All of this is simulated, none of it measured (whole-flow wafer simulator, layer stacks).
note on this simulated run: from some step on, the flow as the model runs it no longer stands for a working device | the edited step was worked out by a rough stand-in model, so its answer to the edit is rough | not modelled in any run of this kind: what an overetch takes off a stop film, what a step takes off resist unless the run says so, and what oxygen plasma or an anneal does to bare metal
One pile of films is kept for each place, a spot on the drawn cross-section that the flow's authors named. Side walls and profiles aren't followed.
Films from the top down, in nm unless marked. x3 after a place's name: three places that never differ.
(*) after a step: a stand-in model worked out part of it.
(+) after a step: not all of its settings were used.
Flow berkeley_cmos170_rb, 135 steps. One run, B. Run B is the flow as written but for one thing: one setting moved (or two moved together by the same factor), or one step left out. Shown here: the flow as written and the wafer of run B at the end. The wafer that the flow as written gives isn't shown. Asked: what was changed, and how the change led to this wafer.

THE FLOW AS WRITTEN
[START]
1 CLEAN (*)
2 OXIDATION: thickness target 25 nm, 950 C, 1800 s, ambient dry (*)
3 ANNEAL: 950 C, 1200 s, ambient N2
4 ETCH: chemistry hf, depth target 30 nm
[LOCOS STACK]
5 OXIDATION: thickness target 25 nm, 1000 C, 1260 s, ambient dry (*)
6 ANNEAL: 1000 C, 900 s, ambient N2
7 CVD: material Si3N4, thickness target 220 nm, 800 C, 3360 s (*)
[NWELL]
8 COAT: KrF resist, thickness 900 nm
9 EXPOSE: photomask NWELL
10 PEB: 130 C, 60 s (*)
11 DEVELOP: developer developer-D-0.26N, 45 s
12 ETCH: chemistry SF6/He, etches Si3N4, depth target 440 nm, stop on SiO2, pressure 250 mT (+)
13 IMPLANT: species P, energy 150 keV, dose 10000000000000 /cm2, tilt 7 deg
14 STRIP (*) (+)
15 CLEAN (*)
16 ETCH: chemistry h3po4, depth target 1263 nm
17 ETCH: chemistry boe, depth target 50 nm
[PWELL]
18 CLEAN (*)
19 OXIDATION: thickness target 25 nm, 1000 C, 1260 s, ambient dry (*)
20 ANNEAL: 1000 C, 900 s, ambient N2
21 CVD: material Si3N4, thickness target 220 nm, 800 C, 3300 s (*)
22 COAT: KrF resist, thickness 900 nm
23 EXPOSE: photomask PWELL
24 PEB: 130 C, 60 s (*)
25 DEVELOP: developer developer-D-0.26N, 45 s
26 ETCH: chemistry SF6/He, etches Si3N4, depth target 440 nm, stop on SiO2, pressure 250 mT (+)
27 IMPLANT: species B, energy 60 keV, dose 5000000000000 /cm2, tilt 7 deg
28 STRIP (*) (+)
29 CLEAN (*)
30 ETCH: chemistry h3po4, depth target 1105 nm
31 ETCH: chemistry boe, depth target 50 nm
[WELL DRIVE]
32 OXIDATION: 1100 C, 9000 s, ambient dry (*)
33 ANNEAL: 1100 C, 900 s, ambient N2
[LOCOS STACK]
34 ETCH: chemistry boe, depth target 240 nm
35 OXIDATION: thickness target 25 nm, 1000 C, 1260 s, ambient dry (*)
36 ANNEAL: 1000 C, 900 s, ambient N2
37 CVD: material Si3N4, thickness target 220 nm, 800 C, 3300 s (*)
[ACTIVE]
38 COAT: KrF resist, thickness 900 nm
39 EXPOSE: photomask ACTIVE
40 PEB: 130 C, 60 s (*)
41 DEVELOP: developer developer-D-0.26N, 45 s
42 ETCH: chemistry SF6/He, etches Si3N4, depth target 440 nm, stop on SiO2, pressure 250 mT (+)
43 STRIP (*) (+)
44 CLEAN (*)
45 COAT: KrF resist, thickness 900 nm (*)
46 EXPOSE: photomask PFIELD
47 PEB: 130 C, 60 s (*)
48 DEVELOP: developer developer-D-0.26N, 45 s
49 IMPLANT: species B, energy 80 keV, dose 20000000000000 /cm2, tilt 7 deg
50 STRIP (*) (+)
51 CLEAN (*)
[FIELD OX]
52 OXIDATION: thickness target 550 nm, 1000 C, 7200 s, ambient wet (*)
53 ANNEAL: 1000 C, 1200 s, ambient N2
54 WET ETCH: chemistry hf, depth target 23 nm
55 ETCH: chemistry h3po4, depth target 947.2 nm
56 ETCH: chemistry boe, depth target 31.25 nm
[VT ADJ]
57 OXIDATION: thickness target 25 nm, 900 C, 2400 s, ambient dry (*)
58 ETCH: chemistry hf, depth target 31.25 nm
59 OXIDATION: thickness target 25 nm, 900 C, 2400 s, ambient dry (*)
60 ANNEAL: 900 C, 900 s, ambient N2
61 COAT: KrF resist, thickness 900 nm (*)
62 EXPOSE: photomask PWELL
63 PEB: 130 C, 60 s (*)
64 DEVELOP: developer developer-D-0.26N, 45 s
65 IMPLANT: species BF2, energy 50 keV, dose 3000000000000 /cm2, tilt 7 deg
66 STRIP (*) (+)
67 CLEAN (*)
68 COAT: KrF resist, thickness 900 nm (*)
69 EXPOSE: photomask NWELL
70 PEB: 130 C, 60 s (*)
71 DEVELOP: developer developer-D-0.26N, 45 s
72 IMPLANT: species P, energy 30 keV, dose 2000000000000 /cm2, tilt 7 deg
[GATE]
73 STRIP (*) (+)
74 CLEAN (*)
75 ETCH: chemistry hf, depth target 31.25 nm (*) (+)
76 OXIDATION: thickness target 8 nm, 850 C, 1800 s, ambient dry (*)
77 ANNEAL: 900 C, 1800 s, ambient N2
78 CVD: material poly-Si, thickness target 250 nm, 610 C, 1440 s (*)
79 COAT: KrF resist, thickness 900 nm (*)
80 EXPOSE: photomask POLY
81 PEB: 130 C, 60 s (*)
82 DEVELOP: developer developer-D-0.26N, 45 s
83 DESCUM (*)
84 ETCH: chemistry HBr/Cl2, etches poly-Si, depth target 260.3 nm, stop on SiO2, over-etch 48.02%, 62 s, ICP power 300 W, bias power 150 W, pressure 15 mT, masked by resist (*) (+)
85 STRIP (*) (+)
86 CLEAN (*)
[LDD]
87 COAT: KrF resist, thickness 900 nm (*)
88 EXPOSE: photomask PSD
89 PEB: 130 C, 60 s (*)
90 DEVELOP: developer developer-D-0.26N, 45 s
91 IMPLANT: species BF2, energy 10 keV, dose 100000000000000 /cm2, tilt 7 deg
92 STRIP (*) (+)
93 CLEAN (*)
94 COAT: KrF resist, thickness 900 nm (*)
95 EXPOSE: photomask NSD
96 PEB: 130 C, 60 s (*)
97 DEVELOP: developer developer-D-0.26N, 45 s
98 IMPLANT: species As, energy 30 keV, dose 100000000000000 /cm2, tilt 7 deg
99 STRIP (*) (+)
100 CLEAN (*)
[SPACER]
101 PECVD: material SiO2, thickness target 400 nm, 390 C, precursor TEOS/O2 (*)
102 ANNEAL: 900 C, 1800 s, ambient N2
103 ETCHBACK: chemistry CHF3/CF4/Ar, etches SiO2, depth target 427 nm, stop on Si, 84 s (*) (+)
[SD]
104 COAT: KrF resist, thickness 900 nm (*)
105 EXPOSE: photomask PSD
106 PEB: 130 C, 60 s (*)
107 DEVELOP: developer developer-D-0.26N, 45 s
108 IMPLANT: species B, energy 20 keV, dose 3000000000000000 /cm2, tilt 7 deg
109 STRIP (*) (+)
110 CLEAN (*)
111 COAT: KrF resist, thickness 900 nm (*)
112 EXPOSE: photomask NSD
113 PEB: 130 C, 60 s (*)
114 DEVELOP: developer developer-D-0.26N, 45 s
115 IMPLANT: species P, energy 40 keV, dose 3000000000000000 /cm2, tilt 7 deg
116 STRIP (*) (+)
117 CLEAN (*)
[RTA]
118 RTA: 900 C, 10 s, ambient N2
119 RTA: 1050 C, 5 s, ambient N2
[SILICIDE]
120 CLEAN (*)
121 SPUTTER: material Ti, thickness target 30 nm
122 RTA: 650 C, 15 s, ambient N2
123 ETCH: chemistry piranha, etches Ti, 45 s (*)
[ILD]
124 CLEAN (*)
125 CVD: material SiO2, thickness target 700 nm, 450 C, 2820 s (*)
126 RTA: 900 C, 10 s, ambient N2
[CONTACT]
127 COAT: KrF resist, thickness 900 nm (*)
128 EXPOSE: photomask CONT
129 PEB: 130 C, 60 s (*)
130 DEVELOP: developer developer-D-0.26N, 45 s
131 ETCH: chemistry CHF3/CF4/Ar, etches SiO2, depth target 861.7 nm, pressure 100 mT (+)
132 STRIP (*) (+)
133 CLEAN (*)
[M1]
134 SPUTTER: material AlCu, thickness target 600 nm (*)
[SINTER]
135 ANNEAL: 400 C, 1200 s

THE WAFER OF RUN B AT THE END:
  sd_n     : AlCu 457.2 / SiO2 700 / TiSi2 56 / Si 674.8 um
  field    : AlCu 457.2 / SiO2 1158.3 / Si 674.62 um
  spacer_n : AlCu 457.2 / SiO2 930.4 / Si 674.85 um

The cause: step 134, SPUTTER: thickness target 457.2 nm was run, where the flow has thickness target 600 nm.
It can be read off the wafer: sd_n has AlCu 457.2, and step 134 as written asks for 600 nm.

How the change led to this, step by step:
  134 SPUTTER: material AlCu, thickness target 600 nm (*)
      field, sd_n, spacer_n, gate, spacer_p, gate_p, m1: AlCu +457.2 (new film) (as written it would be: AlCu +600 (new film))
      sd_p: AlCu +411 (new film) (as written it would be: AlCu +545.9 (new film))
      (and at 1 more place)
